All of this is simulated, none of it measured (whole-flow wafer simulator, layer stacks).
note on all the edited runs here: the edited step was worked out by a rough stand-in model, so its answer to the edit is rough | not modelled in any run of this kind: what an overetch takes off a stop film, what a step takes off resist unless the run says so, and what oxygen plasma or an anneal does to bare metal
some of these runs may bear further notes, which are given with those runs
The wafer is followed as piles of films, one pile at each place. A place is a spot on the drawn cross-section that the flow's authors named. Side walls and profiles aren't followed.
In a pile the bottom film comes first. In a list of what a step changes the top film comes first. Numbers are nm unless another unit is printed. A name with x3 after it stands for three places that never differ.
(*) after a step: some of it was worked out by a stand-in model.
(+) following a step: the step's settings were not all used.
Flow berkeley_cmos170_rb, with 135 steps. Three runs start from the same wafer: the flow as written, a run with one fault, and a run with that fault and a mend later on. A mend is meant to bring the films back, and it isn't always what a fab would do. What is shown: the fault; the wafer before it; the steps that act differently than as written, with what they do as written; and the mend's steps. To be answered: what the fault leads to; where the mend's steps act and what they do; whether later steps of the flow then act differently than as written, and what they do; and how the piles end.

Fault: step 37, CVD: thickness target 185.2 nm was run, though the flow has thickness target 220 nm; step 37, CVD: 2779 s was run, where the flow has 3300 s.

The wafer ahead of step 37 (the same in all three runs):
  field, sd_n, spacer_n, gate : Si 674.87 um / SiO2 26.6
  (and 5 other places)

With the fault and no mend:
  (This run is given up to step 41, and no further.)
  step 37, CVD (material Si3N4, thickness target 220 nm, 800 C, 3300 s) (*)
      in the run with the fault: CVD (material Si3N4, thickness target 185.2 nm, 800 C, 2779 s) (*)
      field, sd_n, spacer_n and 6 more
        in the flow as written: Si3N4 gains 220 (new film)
        in the run with the fault: Si3N4 gains 185.2 (new film)
  Later steps of the flow up to step 41 that are run all act as written at every place that is followed.
  Once step 41 is done, the piles at field, sd_n, spacer_n and 6 more depart from the flow's by more than 2% or 0.5 nm, whichever is larger.
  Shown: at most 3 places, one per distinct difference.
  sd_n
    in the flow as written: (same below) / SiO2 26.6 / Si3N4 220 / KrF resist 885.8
    in the run with the fault: (same below) / SiO2 26.6 / Si3N4 185.2 / KrF resist 885.8
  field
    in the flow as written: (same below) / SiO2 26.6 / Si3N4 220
    in the run with the fault: (same below) / SiO2 26.6 / Si3N4 185.2

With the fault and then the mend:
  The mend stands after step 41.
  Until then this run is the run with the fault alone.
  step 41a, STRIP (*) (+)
      sd_n, spacer_n, gate, sd_p, spacer_p, gate_p, contact, m1
        KrF resist loses 885.8 (all of it)
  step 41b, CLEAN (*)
      leaves every film unchanged at each place that is followed
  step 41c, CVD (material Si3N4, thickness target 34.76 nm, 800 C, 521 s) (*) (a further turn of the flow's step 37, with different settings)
      field, sd_n, spacer_n and 6 more
        Si3N4 gains 34.8
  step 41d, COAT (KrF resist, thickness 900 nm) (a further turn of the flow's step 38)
      field, sd_n, spacer_n and 6 more
        KrF resist gains 900 (new film)
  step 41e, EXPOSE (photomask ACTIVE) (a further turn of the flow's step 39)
      leaves every film unchanged at each place that is followed
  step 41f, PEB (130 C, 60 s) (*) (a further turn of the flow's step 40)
      leaves every film unchanged at each place that is followed
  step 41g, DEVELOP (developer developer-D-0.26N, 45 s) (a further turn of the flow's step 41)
      sd_n, spacer_n, gate, sd_p, spacer_p, gate_p, contact, m1
        KrF resist loses 14.2
      field
        KrF resist loses 900 (all of it)
  Later steps of the flow that are run all act as written at every place that is followed, up to a difference of at most 2% or 0.5 nm, whichever is larger.
  The piles end the same as the flow's at every place that both follow.
